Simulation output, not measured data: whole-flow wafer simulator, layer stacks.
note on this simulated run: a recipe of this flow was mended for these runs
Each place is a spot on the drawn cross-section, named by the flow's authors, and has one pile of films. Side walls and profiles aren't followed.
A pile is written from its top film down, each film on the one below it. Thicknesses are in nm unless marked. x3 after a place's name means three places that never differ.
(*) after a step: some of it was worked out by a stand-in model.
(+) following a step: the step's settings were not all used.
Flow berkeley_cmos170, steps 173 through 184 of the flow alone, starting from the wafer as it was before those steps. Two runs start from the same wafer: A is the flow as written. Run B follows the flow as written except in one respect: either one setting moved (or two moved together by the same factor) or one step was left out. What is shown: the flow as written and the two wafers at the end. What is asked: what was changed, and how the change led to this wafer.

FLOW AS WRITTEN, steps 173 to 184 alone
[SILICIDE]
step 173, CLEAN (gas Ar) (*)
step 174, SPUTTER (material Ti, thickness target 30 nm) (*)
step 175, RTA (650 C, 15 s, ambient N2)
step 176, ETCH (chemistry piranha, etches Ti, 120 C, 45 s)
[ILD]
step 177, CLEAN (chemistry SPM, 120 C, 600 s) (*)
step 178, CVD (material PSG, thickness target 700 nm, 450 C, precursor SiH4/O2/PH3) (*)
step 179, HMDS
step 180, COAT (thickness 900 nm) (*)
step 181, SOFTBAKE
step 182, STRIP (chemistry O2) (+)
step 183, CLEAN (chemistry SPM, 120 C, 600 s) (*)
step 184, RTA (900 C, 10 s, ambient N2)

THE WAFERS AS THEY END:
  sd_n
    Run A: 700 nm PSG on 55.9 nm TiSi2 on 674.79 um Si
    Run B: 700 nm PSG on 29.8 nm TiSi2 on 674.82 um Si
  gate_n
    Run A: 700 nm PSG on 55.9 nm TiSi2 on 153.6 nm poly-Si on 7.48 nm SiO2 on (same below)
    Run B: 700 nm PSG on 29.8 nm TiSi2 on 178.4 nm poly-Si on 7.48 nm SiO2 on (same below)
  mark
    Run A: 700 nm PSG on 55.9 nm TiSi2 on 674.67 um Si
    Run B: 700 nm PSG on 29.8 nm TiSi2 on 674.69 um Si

Cause: step 174, SPUTTER: thickness target 16 nm was run, though the flow has thickness target 30 nm.

How this came from the change, step by step:
  step 174, SPUTTER (material Ti, thickness target 30 nm) (*)
      field, mark, sd_n and 10 more: A Ti gains 30 (new film) | B Ti gains 16 (new film)
  step 175, RTA (650 C, 15 s, ambient N2)
      mark, sd_n, sd_p, contact, m1, via1, m2, via2: A Ti loses 23.4, TiSi first gains 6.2 (new film), TiSi2 C49 gains 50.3 (new film), Si loses 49 | B Ti loses 12.5, TiSi2 C49 gains 31.7 (new film), Si loses 28.3
      gate_n, gate_p: A Ti loses 23.4, TiSi first gains 6.2 (new film), TiSi2 C49 gains 50.3 (new film), poly-Si loses 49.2 | B Ti loses 12.5, TiSi2 C49 gains 31.7 (new film), poly-Si loses 28.4
  step 176, ETCH (chemistry piranha, etches Ti, 120 C, 45 s)
      mark, sd_n, gate_n and 7 more: A Ti loses 6.6 (all of it), TiSi first loses 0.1 | B Ti loses 3.52 (all of it), TiSi2 C49 loses 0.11
      field, spacer_n, spacer_p: A Ti loses 30 (all of it) | B Ti loses 16 (all of it)
  step 184, RTA (900 C, 10 s, ambient N2)
      mark, sd_n, sd_p, contact, m1, via1, m2, via2: A under 1 film: TiSi2 gains 55.9 (new film), TiSi first loses 6.09 (all of it), TiSi2 C49 loses 50.3 (all of it), Si loses 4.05 | B under 1 film: TiSi2 gains 29.8 (new film), TiSi2 C49 loses 31.6 (all of it)
      gate_n, gate_p: A under 1 film: TiSi2 gains 55.9 (new film), TiSi first loses 6.09 (all of it), TiSi2 C49 loses 50.3 (all of it), poly-Si loses 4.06 | B under 1 film: TiSi2 gains 29.8 (new film), TiSi2 C49 loses 31.6 (all of it)
